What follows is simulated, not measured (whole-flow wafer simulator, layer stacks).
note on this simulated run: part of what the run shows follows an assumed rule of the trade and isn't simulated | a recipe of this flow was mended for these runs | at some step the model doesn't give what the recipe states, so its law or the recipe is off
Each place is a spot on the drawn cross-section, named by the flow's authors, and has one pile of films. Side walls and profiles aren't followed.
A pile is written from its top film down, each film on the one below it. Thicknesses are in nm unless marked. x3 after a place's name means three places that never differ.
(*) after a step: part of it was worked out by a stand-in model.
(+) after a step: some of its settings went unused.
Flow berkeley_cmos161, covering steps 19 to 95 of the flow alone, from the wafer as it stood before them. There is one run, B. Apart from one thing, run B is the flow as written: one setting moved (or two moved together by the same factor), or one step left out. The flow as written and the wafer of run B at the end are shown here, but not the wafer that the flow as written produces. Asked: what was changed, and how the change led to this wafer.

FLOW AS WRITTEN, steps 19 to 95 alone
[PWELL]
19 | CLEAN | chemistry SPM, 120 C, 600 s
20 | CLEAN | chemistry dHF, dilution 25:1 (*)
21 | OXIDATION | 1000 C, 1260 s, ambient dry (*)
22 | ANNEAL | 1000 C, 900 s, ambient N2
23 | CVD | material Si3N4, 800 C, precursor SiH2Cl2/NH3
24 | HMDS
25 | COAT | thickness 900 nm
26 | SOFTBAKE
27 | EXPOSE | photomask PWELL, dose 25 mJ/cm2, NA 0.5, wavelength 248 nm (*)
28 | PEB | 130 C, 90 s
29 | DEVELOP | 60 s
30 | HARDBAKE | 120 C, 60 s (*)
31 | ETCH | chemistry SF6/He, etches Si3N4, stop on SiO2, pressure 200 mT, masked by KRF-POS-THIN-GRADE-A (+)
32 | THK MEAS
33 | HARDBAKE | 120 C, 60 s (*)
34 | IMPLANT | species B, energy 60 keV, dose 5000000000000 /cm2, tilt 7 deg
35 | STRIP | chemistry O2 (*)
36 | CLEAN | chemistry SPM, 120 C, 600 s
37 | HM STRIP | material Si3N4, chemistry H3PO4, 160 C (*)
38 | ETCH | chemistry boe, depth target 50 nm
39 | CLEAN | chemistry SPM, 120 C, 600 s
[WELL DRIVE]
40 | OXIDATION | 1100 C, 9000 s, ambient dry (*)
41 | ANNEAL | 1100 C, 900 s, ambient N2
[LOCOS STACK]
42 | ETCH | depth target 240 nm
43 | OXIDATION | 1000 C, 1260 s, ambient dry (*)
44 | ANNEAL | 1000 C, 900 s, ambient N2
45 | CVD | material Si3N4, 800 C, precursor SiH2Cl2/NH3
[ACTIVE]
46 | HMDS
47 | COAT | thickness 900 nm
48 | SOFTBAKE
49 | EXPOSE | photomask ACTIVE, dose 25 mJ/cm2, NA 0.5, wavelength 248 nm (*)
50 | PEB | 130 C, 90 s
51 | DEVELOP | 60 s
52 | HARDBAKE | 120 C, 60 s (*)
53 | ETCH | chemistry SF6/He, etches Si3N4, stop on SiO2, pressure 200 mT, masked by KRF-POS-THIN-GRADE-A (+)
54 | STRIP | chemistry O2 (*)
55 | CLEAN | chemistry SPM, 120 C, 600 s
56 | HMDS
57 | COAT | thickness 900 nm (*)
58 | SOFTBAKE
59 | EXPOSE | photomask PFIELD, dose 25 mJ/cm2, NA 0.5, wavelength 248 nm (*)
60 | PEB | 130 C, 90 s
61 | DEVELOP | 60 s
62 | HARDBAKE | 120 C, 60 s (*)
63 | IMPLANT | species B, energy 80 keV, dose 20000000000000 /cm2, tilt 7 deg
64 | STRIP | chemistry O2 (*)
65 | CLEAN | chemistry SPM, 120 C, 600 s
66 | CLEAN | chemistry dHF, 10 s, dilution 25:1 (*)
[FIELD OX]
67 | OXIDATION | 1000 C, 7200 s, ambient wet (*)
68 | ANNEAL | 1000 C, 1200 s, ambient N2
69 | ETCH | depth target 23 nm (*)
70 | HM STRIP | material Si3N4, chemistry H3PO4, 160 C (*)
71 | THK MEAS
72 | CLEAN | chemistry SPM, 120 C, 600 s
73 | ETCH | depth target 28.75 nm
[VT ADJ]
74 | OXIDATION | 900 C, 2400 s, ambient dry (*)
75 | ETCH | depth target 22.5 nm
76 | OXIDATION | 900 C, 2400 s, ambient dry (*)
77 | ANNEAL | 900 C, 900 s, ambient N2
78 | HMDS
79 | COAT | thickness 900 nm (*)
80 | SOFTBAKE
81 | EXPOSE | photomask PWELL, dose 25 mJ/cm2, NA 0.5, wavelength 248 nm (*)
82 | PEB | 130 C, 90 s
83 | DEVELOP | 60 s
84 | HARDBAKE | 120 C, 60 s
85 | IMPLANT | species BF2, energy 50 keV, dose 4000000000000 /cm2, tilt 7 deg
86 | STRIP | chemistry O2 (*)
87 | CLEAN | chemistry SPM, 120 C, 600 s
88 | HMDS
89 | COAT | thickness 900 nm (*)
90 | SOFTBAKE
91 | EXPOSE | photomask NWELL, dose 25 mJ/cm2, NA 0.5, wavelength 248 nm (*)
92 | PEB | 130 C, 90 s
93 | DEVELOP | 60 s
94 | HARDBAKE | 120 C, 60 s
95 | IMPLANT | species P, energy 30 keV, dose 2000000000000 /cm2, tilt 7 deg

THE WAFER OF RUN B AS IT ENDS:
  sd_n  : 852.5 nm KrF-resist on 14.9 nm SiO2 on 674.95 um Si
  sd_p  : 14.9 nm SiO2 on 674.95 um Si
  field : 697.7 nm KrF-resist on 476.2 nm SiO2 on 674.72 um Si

The reason: step 40, OXIDATION: 1100 C, 9000 s, ambient dry (*), was skipped.

The path from the change to this, step by step:
  42 | ETCH | depth target 240 nm
      field, sd_n, spacer_n and 6 more: chemical SiO2 loses 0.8 (all of it) (it would be, as written: SiO2 loses 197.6 (all of it))
